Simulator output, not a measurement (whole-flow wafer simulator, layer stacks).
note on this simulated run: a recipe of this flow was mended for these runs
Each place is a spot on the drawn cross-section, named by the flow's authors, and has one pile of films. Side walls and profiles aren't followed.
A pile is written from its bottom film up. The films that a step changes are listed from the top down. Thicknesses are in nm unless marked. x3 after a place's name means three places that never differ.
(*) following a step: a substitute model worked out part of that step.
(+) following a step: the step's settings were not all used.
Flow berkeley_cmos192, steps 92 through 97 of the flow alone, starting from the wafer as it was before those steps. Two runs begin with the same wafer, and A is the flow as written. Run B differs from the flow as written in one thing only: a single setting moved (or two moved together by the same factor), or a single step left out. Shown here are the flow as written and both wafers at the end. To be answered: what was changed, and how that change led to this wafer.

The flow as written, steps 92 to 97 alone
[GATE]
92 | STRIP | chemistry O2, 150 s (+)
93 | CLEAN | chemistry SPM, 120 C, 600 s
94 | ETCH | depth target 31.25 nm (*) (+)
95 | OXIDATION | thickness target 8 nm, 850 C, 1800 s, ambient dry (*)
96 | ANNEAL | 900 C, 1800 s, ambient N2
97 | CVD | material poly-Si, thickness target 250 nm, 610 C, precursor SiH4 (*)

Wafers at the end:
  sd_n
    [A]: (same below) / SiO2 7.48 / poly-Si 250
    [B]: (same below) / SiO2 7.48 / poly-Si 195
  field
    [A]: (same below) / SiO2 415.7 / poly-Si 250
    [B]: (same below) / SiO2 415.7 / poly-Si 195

Cause: step 97, CVD: thickness target 195 nm was run, whereas the flow has thickness target 250 nm.
The wafer lets one read it off: sd_n has poly-Si 195, and step 97 as written asks for 250 nm.

Step by step, how the change led to this:
  97 | CVD | material poly-Si, thickness target 250 nm, 610 C, precursor SiH4 (*)
      field, sd_n, spacer_n, gate, sd_p, spacer_p x2, contact, m1: A +250 poly-Si (new film) | B +195 poly-Si (new film)
